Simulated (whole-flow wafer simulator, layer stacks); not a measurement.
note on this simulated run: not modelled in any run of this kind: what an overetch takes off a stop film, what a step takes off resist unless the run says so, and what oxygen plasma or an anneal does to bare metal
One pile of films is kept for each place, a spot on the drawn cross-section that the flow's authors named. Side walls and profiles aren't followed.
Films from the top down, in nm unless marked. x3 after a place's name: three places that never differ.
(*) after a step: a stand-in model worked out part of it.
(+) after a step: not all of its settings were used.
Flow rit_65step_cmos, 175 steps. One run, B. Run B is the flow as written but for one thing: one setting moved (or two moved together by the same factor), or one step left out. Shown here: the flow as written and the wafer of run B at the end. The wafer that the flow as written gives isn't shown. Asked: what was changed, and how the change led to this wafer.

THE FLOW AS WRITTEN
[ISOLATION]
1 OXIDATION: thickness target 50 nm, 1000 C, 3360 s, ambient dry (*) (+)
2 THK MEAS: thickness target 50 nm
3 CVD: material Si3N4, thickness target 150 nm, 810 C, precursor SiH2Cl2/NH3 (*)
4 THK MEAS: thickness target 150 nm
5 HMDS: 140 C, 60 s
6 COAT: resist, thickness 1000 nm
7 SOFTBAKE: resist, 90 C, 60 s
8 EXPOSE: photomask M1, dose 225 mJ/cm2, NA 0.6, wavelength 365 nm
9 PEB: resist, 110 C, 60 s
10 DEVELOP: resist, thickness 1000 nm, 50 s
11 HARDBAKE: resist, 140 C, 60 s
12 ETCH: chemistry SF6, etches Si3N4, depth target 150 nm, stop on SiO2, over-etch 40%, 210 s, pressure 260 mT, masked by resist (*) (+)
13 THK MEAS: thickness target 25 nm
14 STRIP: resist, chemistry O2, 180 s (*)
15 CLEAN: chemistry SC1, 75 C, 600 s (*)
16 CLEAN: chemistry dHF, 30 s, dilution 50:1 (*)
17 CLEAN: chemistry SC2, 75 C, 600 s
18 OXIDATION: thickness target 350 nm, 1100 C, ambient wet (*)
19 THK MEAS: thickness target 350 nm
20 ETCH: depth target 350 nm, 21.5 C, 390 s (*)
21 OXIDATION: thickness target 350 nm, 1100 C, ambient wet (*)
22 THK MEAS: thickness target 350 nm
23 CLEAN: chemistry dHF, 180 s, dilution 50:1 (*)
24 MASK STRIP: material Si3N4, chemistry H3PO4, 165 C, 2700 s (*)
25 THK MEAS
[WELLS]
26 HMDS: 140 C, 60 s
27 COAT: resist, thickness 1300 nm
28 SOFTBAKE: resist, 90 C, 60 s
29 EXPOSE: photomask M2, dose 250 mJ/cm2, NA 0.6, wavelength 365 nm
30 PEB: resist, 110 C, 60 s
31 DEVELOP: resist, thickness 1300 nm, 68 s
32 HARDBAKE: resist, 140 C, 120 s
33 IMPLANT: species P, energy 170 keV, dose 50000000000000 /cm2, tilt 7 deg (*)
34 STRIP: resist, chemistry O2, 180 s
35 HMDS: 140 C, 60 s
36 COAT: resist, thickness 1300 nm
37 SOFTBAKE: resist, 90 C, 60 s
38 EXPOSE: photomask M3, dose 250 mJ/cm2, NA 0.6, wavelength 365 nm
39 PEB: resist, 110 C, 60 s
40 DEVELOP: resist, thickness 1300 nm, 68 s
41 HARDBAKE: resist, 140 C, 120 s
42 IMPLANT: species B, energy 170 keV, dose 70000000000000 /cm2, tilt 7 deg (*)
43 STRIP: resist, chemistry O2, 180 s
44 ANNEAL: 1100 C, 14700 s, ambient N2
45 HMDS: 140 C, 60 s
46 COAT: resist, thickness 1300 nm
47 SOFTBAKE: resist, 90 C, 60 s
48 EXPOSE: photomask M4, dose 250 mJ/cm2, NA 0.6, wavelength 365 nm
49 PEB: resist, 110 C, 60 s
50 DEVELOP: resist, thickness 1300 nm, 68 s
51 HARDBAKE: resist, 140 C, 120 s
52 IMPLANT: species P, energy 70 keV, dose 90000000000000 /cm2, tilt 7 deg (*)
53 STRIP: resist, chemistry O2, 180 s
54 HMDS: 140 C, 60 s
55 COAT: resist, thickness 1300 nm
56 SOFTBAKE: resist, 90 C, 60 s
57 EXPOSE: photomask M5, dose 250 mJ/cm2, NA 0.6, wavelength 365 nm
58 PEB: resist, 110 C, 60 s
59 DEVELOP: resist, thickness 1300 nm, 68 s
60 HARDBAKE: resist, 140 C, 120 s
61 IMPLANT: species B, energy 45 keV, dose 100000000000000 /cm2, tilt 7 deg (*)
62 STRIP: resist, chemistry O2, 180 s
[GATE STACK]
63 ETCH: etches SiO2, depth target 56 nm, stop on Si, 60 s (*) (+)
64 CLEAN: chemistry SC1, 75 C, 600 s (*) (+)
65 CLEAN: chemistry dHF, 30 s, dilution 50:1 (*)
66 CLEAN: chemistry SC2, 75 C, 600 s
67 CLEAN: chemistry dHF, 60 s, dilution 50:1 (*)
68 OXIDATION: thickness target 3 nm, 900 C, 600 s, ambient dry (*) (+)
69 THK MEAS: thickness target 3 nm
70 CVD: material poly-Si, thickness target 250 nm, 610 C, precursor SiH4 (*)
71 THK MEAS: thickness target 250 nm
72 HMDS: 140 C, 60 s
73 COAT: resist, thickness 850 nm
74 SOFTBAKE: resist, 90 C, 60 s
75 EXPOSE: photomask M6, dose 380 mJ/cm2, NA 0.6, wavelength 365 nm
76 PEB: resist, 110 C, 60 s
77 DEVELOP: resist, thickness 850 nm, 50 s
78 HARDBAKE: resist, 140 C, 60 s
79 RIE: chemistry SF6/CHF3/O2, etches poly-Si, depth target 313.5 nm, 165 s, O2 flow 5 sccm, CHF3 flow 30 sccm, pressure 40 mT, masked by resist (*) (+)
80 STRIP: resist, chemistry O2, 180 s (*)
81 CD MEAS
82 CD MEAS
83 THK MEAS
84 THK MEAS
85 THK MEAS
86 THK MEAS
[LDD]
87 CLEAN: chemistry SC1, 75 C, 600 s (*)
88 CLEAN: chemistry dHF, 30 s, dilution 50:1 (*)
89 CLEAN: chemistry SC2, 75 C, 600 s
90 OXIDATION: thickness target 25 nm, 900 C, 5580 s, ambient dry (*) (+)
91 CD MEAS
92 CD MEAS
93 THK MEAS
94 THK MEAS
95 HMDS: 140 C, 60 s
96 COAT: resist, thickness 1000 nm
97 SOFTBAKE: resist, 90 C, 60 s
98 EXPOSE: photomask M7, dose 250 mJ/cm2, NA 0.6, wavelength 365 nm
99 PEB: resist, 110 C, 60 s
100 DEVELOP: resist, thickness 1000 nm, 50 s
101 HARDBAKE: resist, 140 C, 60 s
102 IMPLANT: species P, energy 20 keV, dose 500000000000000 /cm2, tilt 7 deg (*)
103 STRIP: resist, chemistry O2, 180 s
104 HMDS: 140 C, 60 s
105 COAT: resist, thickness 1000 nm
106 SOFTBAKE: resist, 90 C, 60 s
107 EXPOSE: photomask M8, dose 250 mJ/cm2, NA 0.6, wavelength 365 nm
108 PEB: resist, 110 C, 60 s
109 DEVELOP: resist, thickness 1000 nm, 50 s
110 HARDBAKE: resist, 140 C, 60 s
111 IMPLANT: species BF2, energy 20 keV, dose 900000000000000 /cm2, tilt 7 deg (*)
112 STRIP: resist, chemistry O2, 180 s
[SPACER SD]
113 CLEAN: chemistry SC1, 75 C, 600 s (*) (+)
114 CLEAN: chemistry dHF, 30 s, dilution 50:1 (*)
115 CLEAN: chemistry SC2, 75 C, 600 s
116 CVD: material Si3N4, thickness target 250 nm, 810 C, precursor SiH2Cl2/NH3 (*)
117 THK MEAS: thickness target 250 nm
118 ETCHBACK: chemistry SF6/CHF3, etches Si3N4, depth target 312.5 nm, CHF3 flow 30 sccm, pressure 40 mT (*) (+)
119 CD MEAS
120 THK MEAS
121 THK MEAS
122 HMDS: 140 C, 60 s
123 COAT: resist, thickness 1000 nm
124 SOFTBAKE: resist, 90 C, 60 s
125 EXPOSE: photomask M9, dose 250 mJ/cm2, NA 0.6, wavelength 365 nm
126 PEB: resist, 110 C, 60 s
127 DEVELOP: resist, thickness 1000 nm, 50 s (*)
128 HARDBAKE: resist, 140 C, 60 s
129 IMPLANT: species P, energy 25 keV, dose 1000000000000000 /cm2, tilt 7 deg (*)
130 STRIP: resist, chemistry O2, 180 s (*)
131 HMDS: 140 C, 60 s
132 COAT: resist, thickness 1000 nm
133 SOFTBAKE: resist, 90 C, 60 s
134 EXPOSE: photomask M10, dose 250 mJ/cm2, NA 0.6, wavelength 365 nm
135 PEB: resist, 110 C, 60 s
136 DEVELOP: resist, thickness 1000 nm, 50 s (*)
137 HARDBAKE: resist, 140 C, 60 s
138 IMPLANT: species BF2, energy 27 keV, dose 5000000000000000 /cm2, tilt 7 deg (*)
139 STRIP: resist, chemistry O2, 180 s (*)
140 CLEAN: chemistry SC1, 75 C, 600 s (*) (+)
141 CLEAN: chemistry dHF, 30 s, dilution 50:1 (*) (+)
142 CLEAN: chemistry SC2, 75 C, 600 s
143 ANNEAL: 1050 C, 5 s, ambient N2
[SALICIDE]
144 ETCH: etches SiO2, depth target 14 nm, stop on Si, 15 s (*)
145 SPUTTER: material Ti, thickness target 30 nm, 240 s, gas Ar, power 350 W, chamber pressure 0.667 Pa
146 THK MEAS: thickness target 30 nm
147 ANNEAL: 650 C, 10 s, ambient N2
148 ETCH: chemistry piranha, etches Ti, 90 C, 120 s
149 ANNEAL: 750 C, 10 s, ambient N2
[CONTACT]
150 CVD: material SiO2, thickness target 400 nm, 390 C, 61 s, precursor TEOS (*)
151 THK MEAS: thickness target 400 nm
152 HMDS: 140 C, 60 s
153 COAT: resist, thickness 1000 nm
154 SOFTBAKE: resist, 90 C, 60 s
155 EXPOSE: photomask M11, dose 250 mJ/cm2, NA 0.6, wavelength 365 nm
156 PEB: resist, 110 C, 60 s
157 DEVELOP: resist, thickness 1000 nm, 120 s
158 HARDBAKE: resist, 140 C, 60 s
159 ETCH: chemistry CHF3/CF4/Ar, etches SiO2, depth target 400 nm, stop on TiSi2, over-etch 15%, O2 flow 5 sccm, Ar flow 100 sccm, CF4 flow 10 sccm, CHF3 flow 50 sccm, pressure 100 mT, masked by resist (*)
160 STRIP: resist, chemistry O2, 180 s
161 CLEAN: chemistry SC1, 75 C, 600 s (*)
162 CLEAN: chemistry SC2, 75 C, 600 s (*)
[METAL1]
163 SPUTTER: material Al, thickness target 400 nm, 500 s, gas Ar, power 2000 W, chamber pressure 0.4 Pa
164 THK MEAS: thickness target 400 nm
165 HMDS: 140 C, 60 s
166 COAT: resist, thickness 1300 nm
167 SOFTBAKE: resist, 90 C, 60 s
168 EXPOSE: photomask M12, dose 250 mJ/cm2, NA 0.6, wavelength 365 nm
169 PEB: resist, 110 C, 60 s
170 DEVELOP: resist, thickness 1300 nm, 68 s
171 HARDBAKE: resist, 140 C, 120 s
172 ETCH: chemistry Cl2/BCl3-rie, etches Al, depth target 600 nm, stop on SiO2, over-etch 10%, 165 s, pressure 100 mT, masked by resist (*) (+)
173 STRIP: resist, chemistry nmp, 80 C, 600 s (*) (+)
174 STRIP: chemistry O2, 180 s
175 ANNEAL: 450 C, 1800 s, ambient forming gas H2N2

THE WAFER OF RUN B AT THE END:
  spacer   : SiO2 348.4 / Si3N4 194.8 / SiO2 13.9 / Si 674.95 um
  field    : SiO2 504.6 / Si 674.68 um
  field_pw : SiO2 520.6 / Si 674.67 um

The cause: step 163, SPUTTER: 350 s was run, where the flow has 500 s.

How the change led to this, step by step:
  163 SPUTTER: material Al, thickness target 400 nm, 500 s, gas Ar, power 2000 W, chamber pressure 0.4 Pa
      field, field_p, spacer, spacer_p: Al +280 (new film) (as written it would be: Al +400 (new film))
      gate_n, gate_p: Al +280 (new film) (as written it would be: Al +396 (new film))
      (and at 2 more places)
  172 ETCH: chemistry Cl2/BCl3-rie, etches Al, depth target 600 nm, stop on SiO2, over-etch 10%, 165 s, pressure 100 mT, masked by resist (*) (+)
      field, field_p, spacer, spacer_p: Al -280 (all of it), SiO2 -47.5 (as written it would be: Al -400 (all of it), SiO2 -32.5)
      gate_n, gate_p: Al -280 (all of it), SiO2 -47.5 (as written it would be: Al -396 (all of it), SiO2 -33)
      (and at 2 more places)
